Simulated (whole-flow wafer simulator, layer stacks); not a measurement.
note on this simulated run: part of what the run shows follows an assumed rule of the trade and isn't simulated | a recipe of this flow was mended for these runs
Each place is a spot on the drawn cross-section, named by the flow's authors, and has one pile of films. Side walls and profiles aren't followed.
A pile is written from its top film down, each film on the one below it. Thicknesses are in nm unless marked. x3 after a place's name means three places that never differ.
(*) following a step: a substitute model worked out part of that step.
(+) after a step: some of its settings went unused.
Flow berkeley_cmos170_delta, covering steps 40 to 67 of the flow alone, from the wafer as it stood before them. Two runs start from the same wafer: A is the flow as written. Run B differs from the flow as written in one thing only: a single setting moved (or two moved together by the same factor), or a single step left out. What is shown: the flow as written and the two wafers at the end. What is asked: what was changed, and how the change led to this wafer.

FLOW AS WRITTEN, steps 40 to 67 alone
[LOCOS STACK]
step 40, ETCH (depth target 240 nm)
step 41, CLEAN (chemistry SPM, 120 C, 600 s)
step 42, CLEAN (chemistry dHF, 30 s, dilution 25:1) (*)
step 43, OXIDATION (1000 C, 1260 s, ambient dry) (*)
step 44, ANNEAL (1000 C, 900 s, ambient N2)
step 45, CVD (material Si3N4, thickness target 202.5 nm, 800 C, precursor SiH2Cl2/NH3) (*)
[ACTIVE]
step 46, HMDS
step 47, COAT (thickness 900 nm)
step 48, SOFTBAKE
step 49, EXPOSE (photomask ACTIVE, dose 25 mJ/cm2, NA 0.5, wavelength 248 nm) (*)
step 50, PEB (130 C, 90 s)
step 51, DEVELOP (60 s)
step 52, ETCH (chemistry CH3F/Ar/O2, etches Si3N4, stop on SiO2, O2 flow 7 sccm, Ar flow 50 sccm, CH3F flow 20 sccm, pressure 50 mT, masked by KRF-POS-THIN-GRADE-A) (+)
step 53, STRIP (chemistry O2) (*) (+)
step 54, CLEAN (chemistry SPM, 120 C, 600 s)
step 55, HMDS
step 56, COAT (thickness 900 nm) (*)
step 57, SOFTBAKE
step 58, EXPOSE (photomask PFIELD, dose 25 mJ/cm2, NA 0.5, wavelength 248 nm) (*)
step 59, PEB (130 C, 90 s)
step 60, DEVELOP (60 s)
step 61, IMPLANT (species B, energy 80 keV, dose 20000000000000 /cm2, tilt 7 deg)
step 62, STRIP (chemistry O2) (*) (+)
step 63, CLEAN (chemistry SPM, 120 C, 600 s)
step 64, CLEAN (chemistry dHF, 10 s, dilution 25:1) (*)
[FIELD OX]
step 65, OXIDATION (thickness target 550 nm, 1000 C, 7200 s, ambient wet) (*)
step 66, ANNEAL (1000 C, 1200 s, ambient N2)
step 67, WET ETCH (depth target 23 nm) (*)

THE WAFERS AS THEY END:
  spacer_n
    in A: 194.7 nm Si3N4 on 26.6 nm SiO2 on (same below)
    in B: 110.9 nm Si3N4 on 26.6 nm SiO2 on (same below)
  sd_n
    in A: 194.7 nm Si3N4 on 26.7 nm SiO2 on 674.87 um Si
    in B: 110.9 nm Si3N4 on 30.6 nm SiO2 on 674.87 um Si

The reason: step 45, CVD: 765 C was run, though the flow has 800 C.

How this came from the change, step by step:
  step 45, CVD (material Si3N4, thickness target 202.5 nm, 800 C, precursor SiH2Cl2/NH3) (*)
      field, sd_n, spacer_n and 6 more: A +202.5 Si3N4 (new film) | B +118.8 Si3N4 (new film)
  step 52, ETCH (chemistry CH3F/Ar/O2, etches Si3N4, stop on SiO2, O2 flow 7 sccm, Ar flow 50 sccm, CH3F flow 20 sccm, pressure 50 mT, masked by KRF-POS-THIN-GRADE-A) (+)
      sd_n, spacer_n, gate, sd_p, spacer_p, gate_p, contact, m1: A -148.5 KrF-resist | B -92.7 KrF-resist
      field: A -202.5 Si3N4 (all of it), -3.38 SiO2 | B -118.8 Si3N4 (all of it), -3.38 SiO2
  step 53, STRIP (chemistry O2) (*) (+)
      sd_n, spacer_n, gate, sd_p, spacer_p, gate_p, contact, m1: A -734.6 KrF-resist (all of it) | B -790.4 KrF-resist (all of it)
  step 56, COAT (thickness 900 nm) (*)
      field: A +956.4 KrF-resist (new film) | B +933.3 KrF-resist (new film)
      sd_n: A +794.3 KrF-resist (new film) | B +837.1 KrF-resist (new film)
      (as well as at 7 more places)
  step 60, DEVELOP (60 s)
      field: A -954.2 KrF-resist (all of it) | B -931.2 KrF-resist (all of it)
  step 62, STRIP (chemistry O2) (*) (+)
      sd_n: A -777.7 KrF-resist (all of it) | B -820.3 KrF-resist (all of it)
      spacer_n: A -807.8 KrF-resist (all of it) | B -837.6 KrF-resist (all of it)
      (as well as at 6 more places)
  step 65, OXIDATION (thickness target 550 nm, 1000 C, 7200 s, ambient wet) (*)
      sd_n, sd_p: A +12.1 SiO2 (new film), -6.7 Si3N4, +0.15 SiO2, -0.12 Si | B +12.1 SiO2 (new film), -6.7 Si3N4, +4.04 SiO2, -1.76 Si
